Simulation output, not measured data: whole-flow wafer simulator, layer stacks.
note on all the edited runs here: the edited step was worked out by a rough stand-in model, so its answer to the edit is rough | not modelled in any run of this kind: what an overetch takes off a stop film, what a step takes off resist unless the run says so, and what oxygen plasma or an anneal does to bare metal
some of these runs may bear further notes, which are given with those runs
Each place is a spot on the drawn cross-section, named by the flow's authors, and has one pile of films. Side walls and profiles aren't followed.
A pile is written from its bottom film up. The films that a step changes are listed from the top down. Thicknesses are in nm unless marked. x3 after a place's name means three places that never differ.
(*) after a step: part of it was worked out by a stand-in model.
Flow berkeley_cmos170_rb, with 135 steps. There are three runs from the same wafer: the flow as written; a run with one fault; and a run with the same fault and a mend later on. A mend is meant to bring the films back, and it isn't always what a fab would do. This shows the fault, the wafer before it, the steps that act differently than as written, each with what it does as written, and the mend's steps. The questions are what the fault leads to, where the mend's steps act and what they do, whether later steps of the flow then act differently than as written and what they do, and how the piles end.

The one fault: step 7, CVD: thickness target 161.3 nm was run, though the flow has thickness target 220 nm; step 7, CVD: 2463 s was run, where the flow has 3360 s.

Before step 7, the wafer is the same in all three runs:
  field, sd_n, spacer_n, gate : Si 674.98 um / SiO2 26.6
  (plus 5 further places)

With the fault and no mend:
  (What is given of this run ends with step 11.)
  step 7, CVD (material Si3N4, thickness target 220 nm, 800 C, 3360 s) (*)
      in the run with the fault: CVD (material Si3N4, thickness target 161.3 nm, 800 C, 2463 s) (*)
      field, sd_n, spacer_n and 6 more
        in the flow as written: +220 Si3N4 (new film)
        in the run with the fault: +161.3 Si3N4 (new film)
  None of the later steps of the flow up to step 11 acts differently than as written at any place that is followed.
  After step 11, at field, sd_n, spacer_n and 6 more, the piles differ from the flow's by more than 2% or 0.5 nm, whichever is larger.
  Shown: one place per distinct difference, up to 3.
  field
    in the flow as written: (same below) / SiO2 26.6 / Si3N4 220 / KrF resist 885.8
    in the run with the fault: (same below) / SiO2 26.6 / Si3N4 161.3 / KrF resist 885.8
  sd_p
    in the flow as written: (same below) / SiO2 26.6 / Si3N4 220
    in the run with the fault: (same below) / SiO2 26.6 / Si3N4 161.3

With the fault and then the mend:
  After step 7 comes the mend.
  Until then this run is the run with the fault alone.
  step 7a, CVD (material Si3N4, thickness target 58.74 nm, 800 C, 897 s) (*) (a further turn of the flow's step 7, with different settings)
      field, sd_n, spacer_n and 6 more
        +58.7 Si3N4
  None of the later steps of the flow differs from how it acts as written, at any place that is followed, by more than 2% or 0.5 nm, whichever is larger.
  By the end, the piles equal the flow's at every place that both follow.
